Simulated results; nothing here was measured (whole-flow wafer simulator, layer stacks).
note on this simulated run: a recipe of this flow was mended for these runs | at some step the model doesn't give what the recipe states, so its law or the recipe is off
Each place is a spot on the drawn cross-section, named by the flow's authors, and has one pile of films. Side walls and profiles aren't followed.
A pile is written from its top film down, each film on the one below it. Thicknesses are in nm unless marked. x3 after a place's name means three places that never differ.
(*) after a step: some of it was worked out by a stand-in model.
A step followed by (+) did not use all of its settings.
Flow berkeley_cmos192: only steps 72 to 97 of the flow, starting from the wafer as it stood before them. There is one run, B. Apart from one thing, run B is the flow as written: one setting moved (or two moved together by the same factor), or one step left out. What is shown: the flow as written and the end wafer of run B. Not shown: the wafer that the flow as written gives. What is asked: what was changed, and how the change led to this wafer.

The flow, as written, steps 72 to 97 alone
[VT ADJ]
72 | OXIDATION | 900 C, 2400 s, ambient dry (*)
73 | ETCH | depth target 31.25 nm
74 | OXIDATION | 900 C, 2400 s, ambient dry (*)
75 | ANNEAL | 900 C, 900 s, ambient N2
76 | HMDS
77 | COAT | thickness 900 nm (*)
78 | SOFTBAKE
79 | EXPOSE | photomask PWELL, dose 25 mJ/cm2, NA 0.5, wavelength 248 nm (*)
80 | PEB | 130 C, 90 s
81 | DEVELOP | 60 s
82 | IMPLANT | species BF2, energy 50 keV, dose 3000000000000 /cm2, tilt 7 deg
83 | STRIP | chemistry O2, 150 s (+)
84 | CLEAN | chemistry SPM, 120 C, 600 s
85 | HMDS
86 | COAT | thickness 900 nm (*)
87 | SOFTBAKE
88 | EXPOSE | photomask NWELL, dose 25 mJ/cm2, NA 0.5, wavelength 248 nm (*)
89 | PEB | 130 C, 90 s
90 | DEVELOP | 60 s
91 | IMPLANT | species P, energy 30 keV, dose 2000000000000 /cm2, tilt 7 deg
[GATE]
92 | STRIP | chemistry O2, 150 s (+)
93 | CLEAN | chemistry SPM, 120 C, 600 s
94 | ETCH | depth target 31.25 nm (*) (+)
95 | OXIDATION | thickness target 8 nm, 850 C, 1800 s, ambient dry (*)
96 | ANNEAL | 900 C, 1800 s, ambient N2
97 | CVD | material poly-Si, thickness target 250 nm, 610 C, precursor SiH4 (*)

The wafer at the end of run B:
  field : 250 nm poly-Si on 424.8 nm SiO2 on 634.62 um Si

Cause: step 94, ETCH: depth target 22.13 nm was run, whereas the flow has depth target 31.25 nm.

The path from the change to this, step by step:
  94 | ETCH | depth target 31.25 nm (*) (+)
      field: SiO2 loses 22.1 (as written it would have been: SiO2 loses 31.2)
